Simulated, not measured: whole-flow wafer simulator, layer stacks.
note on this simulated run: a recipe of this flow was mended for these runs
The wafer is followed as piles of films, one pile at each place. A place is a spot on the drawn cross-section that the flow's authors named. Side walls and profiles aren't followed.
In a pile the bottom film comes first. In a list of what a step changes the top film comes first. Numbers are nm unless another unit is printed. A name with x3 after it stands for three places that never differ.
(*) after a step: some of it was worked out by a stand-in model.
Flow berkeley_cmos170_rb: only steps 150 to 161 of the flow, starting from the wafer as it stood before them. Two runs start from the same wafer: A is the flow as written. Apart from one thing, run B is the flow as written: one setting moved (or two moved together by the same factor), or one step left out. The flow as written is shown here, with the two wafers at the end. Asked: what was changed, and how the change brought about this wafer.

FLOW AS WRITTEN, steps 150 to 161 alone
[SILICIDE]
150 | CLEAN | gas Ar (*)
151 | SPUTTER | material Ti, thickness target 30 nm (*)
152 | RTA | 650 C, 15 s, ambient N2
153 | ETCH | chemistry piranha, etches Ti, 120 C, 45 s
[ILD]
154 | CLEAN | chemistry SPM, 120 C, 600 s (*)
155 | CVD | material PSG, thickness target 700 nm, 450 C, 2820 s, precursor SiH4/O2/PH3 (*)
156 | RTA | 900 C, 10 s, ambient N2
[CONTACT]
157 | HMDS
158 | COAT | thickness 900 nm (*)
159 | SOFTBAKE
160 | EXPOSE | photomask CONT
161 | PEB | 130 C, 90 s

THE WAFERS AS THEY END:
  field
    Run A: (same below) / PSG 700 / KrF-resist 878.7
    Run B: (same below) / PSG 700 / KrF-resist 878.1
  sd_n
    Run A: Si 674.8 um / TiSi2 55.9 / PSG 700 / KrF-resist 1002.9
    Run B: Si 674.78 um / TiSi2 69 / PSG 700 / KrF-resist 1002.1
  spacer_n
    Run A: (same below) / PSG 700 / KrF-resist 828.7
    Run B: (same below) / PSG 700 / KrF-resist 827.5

The reason: step 151, SPUTTER: thickness target 37 nm was run, while the flow as written has thickness target 30 nm.

How this came from the change, step by step:
  151 | SPUTTER | material Ti, thickness target 30 nm (*)
      field, sd_n, spacer_n, gate, spacer_p, gate_p, contact, m1: A Ti gains 30 (new film) | B Ti gains 37 (new film)
      sd_p: A Ti gains 27.9 (new film) | B Ti gains 34.4 (new film)
  152 | RTA | 650 C, 15 s, ambient N2
      sd_n, contact, m1: A Ti loses 23.4, TiSi first gains 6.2 (new film), TiSi2 C49 gains 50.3 (new film), Si loses 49 | B Ti loses 28.9, TiSi first gains 21.1 (new film), TiSi2 C49 gains 42.1 (new film), Si loses 51.5
      gate, gate_p: A Ti loses 23.4, TiSi first gains 6.2 (new film), TiSi2 C49 gains 50.3 (new film), poly-Si loses 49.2 | B Ti loses 28.9, TiSi first gains 21.1 (new film), TiSi2 C49 gains 42.1 (new film), poly-Si loses 51.7
      (also at 1 further place)
  153 | ETCH | chemistry piranha, etches Ti, 120 C, 45 s
      sd_n, gate, gate_p, contact, m1: A Ti loses 6.6 (all of it), TiSi first loses 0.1 | B Ti loses 8.14 (all of it), TiSi first loses 0.1
      field, spacer_n, spacer_p: A Ti loses 30 (all of it) | B Ti loses 37 (all of it)
      (also at 1 further place)
  156 | RTA | 900 C, 10 s, ambient N2
      sd_n, contact, m1: A under 1 film: TiSi2 gains 55.9 (new film), TiSi first loses 6.09 (all of it), TiSi2 C49 loses 50.3 (all of it), Si loses 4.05 | B under 1 film: TiSi2 gains 69 (new film), TiSi first loses 20.9 (all of it), TiSi2 C49 loses 42.1 (all of it), Si loses 13.9
      gate, gate_p: A under 1 film: TiSi2 gains 55.9 (new film), TiSi first loses 6.09 (all of it), TiSi2 C49 loses 50.3 (all of it), poly-Si loses 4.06 | B under 1 film: TiSi2 gains 69 (new film), TiSi first loses 20.9 (all of it), TiSi2 C49 loses 42.1 (all of it), poly-Si loses 14
      (also at 1 further place)
